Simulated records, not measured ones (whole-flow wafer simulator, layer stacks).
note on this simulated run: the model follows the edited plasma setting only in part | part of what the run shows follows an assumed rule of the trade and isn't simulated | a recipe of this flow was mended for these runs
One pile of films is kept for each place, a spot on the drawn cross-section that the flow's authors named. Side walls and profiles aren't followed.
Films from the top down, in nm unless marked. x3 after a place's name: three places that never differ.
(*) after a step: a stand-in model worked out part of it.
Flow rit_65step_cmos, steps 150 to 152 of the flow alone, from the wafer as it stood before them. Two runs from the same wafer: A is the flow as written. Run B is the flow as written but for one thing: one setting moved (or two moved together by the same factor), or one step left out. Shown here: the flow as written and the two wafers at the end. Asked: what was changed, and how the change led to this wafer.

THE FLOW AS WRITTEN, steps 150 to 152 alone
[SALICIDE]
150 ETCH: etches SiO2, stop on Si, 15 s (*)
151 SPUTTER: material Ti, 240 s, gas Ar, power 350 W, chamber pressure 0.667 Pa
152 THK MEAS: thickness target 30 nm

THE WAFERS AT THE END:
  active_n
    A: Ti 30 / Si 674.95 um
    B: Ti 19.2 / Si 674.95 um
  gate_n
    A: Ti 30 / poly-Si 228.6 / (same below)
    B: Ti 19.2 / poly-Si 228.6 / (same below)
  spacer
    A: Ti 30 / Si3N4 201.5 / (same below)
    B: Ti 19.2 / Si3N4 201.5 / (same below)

The cause: step 151, SPUTTER: power 224 W was run, where the flow has power 350 W.

How the change led to this, step by step:
  151 SPUTTER: material Ti, 240 s, gas Ar, power 350 W, chamber pressure 0.667 Pa
      field, field_pw, field_nw and 11 more: A Ti +30 (new film) | B Ti +19.2 (new film)
